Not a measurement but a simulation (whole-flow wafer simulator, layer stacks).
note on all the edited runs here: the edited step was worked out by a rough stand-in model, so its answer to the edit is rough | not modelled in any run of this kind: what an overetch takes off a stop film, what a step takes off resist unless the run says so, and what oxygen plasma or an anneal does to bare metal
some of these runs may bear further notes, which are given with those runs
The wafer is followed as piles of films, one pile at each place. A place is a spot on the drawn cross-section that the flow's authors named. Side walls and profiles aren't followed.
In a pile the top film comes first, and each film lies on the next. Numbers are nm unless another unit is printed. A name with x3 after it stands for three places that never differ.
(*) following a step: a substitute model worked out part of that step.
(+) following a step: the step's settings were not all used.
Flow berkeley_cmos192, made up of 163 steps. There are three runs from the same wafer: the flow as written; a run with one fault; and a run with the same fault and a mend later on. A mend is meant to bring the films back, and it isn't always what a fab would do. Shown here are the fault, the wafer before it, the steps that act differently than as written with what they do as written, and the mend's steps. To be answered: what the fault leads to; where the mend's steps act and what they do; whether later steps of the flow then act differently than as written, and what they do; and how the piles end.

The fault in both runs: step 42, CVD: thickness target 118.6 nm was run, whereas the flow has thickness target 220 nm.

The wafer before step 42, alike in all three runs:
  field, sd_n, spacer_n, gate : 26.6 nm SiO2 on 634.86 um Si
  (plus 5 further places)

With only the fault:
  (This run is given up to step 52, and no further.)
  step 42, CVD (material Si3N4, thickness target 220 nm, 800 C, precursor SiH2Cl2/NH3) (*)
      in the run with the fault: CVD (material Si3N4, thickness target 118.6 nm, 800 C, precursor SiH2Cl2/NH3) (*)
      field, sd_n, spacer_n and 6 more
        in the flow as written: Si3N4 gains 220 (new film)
        in the run with the fault: Si3N4 gains 118.6 (new film)
  Steps later in the flow that act otherwise than as written:
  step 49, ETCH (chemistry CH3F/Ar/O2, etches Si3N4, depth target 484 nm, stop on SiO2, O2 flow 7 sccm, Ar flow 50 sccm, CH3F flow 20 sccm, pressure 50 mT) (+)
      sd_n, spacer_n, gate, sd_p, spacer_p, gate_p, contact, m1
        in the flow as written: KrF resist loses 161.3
        in the run with the fault: KrF resist loses 93.7
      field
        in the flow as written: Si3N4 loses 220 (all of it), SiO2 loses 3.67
        in the run with the fault: Si3N4 loses 118.6 (all of it), SiO2 loses 3.67
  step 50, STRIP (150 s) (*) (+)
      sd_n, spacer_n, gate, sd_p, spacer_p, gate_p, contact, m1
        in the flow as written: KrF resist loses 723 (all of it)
        in the run with the fault: KrF resist loses 790.6 (all of it)
  After step 52, at sd_n, spacer_n, gate, sd_p, spacer_p, gate_p, contact, m1, the piles differ from the flow's by more than 2% or 0.5 nm, whichever is larger.
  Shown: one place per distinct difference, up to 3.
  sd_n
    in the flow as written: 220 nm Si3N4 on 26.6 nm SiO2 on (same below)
    in the run with the fault: 118.6 nm Si3N4 on 26.6 nm SiO2 on (same below)

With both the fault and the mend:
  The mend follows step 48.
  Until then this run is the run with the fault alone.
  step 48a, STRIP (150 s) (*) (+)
      sd_n, spacer_n, gate, sd_p, spacer_p, gate_p, contact, m1
        KrF resist loses 884.4 (all of it)
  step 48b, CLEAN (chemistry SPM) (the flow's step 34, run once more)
      leaves every film unchanged at each place that is followed
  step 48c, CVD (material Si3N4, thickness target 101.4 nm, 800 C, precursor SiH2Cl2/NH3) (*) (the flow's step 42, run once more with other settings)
      field, sd_n, spacer_n and 6 more
        Si3N4 gains 101.4
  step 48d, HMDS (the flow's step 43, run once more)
      leaves every film unchanged at each place that is followed
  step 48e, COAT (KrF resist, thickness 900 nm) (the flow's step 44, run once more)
      field, sd_n, spacer_n and 6 more
        KrF resist gains 900 (new film)
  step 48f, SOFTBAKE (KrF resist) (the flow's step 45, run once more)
      leaves every film unchanged at each place that is followed
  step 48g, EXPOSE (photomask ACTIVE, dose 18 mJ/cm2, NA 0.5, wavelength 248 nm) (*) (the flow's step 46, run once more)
      leaves every film unchanged at each place that is followed
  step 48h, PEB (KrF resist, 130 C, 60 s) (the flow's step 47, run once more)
      field, sd_n, spacer_n and 6 more
        KrF resist loses 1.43
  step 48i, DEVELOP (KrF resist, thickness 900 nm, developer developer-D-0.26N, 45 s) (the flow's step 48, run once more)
      sd_n, spacer_n, gate, sd_p, spacer_p, gate_p, contact, m1
        KrF resist loses 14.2
      field
        KrF resist loses 898.6 (all of it)
  None of the later steps of the flow acts differently than as written at any place that is followed.
  By the end, the piles equal the flow's at every place that both follow.
